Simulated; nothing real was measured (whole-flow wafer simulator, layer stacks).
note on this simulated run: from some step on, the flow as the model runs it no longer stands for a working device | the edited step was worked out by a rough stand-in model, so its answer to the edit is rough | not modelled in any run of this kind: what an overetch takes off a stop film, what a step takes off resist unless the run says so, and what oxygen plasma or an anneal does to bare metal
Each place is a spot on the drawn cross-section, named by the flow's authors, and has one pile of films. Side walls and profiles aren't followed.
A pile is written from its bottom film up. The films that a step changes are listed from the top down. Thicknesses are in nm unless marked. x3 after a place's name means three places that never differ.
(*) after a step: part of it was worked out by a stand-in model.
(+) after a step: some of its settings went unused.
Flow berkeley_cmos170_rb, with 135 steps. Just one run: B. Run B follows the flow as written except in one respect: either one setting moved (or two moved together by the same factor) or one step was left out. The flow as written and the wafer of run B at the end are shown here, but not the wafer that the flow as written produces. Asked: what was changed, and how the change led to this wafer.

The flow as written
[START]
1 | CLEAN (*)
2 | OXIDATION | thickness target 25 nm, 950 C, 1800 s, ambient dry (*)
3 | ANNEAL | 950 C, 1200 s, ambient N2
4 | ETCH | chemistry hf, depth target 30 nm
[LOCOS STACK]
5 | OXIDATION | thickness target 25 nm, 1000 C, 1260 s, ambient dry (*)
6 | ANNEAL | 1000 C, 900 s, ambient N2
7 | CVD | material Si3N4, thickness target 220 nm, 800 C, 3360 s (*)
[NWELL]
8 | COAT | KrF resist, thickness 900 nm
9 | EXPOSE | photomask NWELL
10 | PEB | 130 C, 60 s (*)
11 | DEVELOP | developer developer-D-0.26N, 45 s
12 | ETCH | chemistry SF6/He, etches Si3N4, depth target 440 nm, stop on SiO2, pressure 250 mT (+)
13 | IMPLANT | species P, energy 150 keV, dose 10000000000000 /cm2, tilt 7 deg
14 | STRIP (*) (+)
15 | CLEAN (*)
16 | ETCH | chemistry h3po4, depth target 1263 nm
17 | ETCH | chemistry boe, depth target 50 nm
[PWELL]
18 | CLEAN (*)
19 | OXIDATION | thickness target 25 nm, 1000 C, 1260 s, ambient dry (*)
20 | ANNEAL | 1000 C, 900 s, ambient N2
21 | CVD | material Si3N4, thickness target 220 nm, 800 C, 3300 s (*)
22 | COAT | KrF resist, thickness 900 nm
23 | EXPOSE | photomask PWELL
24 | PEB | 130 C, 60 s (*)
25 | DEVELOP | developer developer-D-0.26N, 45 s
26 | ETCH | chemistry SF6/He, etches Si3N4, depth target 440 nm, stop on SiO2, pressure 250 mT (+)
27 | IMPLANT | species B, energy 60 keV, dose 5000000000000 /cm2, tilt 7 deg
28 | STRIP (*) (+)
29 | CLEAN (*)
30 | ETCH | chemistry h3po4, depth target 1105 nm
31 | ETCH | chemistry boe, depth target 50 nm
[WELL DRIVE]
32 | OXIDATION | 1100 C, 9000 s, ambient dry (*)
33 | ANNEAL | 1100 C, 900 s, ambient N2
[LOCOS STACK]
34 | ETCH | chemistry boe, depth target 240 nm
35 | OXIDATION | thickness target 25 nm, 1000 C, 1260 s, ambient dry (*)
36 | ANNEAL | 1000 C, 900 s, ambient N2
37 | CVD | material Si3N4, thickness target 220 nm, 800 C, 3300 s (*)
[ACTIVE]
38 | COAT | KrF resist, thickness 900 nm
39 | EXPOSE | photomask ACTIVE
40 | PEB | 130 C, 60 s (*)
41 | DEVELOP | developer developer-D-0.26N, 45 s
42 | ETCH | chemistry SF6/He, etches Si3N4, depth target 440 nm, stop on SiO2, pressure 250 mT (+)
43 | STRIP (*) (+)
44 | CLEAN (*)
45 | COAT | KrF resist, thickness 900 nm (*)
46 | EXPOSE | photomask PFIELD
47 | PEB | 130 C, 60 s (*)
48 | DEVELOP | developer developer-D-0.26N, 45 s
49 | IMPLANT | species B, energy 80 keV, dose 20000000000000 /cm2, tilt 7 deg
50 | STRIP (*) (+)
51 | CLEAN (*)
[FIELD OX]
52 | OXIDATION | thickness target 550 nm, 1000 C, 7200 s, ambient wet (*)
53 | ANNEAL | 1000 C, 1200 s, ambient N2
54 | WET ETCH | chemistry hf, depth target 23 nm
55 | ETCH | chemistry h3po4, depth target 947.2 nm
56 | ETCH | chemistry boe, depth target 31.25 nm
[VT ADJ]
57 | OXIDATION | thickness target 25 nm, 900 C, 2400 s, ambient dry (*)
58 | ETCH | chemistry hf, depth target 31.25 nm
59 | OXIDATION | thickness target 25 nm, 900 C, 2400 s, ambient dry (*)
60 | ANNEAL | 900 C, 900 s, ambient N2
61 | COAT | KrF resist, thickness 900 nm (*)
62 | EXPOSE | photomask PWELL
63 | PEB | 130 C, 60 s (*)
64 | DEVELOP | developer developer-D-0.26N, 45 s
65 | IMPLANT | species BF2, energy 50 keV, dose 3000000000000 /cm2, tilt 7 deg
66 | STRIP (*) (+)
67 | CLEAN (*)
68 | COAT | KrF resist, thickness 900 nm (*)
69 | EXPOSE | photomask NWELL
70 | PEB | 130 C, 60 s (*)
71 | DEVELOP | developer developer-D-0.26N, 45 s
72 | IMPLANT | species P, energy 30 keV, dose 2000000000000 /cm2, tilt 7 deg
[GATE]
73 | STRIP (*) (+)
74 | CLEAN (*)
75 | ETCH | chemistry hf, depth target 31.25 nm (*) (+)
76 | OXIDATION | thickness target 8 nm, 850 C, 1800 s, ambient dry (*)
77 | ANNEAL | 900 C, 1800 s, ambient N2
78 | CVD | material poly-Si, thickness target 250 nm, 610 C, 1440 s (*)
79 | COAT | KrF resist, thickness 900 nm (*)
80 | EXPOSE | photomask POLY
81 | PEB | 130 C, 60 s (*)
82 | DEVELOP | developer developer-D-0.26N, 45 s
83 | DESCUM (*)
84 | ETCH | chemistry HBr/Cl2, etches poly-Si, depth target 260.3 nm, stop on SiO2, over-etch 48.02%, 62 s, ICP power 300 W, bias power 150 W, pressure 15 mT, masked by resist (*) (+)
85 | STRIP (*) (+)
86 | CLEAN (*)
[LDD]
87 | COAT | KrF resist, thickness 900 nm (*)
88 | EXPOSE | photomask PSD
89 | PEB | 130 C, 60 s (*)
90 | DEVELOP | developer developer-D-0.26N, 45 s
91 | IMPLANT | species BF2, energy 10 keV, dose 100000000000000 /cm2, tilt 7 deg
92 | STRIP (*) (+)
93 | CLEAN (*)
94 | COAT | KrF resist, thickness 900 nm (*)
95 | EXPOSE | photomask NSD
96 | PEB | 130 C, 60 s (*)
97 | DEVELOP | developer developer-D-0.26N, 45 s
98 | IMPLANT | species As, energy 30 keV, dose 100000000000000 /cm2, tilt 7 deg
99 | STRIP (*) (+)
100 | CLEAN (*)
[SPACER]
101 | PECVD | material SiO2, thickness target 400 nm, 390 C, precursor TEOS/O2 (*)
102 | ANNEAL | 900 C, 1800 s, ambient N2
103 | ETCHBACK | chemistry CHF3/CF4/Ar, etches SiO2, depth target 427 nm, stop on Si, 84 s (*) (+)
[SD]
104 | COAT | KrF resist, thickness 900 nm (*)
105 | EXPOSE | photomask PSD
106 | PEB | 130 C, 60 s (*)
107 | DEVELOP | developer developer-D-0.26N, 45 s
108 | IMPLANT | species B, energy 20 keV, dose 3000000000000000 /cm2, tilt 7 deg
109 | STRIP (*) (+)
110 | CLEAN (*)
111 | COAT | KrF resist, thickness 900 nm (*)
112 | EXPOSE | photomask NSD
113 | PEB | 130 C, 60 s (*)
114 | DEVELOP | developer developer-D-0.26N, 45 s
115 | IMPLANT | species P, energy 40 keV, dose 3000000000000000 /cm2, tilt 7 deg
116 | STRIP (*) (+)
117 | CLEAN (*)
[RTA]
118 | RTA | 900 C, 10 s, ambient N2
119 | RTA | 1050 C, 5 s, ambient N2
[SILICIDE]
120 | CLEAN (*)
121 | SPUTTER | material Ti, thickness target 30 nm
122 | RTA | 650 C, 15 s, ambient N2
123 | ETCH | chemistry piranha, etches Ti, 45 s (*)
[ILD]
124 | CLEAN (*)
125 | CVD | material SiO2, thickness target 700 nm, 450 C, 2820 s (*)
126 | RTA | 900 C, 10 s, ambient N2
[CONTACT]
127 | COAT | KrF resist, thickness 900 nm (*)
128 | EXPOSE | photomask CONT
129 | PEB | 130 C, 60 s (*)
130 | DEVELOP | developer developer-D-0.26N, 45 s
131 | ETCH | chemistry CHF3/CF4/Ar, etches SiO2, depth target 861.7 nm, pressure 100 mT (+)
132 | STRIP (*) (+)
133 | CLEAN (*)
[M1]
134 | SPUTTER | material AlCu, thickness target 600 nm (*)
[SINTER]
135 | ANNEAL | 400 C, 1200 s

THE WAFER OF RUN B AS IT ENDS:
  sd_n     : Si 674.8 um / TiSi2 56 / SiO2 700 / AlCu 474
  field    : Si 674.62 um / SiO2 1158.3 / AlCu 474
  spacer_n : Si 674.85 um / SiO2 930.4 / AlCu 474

The reason: step 134, SPUTTER: thickness target 474 nm was run, while the flow as written has thickness target 600 nm.
One can read it off the wafer: sd_n has AlCu 474, and step 134 as written asks for 600 nm.

How this came from the change, step by step:
  134 | SPUTTER | material AlCu, thickness target 600 nm (*)
      field, sd_n, spacer_n, gate, spacer_p, gate_p, m1: +474 AlCu (new film) (as written it would have been: +600 AlCu (new film))
      sd_p: +426.7 AlCu (new film) (as written it would have been: +545.9 AlCu (new film))
      (and at 1 other place as well)
